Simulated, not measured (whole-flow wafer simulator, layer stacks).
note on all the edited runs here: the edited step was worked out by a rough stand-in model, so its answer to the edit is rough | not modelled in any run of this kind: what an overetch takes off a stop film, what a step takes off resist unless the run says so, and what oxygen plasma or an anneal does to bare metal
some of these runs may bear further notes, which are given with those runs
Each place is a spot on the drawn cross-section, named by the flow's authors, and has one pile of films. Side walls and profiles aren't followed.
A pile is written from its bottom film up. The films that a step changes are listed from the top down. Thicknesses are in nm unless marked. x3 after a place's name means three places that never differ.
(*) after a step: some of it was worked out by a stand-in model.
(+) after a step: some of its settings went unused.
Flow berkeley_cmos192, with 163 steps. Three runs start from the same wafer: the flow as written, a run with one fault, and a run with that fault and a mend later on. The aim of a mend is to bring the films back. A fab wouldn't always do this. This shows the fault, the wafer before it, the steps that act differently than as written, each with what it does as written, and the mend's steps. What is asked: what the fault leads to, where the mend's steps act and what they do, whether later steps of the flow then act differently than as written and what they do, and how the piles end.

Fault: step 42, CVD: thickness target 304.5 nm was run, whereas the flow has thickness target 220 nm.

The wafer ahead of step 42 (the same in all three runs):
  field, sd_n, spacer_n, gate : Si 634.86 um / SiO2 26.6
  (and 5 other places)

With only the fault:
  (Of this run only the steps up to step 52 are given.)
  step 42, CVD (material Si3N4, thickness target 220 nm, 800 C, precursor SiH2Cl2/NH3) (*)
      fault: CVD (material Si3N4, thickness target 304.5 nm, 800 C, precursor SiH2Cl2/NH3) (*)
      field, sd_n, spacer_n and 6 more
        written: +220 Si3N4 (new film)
        fault: +304.5 Si3N4 (new film)
  Steps later in the flow that act otherwise than as written:
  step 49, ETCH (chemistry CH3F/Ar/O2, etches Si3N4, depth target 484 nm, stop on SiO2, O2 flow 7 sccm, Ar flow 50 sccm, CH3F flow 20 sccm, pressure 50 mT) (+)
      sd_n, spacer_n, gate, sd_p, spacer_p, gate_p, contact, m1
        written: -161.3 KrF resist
        fault: -217.7 KrF resist
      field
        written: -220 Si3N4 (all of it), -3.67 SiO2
        fault: -304.5 Si3N4 (all of it), -3.67 SiO2
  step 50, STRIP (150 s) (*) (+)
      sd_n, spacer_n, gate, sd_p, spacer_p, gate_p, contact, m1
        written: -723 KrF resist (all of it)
        fault: -666.7 KrF resist (all of it)
  The piles after step 52 differ from the flow's at sd_n, spacer_n, gate, sd_p, spacer_p, gate_p, contact, m1 by more than 2% or 0.5 nm, whichever is larger.
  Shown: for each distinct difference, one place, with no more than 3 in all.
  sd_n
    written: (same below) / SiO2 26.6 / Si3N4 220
    fault: (same below) / SiO2 26.6 / Si3N4 304.5

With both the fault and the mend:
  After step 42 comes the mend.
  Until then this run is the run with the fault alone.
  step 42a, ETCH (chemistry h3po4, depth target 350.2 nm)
      field, sd_n, spacer_n and 6 more
        -304.5 Si3N4 (all of it)
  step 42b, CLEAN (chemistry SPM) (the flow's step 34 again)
      leaves every film unchanged at each place that is followed
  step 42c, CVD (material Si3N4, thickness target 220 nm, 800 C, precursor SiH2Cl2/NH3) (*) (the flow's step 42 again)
      field, sd_n, spacer_n and 6 more
        +220 Si3N4 (new film)
  None of the later steps of the flow acts differently than as written at any place that is followed.
  At every place that both follow, the piles at the end match the flow's.
